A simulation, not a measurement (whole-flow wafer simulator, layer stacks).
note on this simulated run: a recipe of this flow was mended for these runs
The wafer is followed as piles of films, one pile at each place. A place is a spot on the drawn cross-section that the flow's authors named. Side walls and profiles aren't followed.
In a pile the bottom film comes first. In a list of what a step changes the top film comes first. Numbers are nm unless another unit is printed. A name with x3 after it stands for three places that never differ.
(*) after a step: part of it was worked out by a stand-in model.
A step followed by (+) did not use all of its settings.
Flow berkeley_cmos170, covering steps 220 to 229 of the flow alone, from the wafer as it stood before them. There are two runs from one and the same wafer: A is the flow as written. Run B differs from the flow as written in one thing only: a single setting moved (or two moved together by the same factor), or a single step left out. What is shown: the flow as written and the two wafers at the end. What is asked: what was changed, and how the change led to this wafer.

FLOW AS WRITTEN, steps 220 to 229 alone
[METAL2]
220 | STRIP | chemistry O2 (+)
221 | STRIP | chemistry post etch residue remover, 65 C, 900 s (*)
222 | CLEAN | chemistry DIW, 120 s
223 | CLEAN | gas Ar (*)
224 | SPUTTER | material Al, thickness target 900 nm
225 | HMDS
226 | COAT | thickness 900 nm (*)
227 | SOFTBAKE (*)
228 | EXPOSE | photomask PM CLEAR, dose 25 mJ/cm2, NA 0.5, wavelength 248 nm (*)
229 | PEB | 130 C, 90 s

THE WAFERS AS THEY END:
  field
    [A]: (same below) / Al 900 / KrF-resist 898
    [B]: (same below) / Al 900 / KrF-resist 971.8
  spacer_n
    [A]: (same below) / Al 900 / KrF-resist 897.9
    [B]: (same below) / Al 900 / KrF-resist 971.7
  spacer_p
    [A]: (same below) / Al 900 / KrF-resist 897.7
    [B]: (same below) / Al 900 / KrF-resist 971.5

The reason: step 226, COAT: thickness 974 nm was run, whereas the flow has thickness 900 nm.

How this came from the change, step by step:
  226 | COAT | thickness 900 nm (*)
      spacer_n, gate_n: A +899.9 KrF-resist (new film) | B +973.9 KrF-resist (new film)
      spacer_p, gate_p: A +899.7 KrF-resist (new film) | B +973.7 KrF-resist (new film)
      (and at 9 other places as well)
  229 | PEB | 130 C, 90 s
      via1: A -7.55 KrF-resist | B -8.18 KrF-resist
